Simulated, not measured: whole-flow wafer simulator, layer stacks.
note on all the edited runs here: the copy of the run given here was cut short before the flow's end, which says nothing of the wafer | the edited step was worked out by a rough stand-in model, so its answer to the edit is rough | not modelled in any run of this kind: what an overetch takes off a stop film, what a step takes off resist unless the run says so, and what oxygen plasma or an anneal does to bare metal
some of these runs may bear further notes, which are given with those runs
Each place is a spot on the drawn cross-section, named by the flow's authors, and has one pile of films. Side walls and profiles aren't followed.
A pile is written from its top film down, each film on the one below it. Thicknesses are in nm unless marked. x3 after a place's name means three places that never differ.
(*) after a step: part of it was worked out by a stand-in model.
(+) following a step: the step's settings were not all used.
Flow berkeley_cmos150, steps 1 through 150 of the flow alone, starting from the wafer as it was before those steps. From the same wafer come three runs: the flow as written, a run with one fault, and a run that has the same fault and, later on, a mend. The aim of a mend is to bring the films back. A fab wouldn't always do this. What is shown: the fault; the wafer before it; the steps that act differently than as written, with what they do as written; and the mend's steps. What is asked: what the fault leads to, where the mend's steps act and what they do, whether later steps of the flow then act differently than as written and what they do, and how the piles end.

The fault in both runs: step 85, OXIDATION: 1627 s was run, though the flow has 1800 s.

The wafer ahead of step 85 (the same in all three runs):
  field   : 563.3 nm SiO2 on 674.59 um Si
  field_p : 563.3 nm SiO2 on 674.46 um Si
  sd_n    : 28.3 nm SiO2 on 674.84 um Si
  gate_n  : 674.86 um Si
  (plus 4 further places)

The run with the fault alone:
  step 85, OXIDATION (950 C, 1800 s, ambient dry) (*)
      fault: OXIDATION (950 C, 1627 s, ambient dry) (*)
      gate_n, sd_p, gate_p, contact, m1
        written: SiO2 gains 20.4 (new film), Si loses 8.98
        fault: SiO2 gains 19.2 (new film), Si loses 8.45
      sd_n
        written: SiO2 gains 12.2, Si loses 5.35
        fault: SiO2 gains 11.2, Si loses 4.91
  Steps further on in the flow that do not act as written (21 other steps are not shown; they differ only slightly, by no more than 2% or 0.5 nm, whichever is larger):
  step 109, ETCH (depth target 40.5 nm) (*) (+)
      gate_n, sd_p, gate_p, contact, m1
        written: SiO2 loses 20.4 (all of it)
        fault: SiO2 loses 19.2 (all of it)
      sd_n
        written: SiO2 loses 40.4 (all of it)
        fault: SiO2 loses 39.4 (all of it)
  At the end the piles are close to the flow's at the places that both follow, differing by at most 2% or 0.5 nm, whichever is larger.

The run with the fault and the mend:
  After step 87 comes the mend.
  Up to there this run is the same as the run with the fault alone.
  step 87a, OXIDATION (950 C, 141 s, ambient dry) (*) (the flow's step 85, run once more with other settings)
      gate_n, sd_p, gate_p, contact, m1
        SiO2 gains 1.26, Si loses 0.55
      field, field_p
        SiO2 gains 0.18, Si loses 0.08
      sd_n
        SiO2 gains 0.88, Si loses 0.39
  None of the later steps of the flow differs from how it acts as written, at any place that is followed, by more than 2% or 0.5 nm, whichever is larger.
  At the end the piles are close to the flow's at the places that both follow, differing by at most 2% or 0.5 nm, whichever is larger.
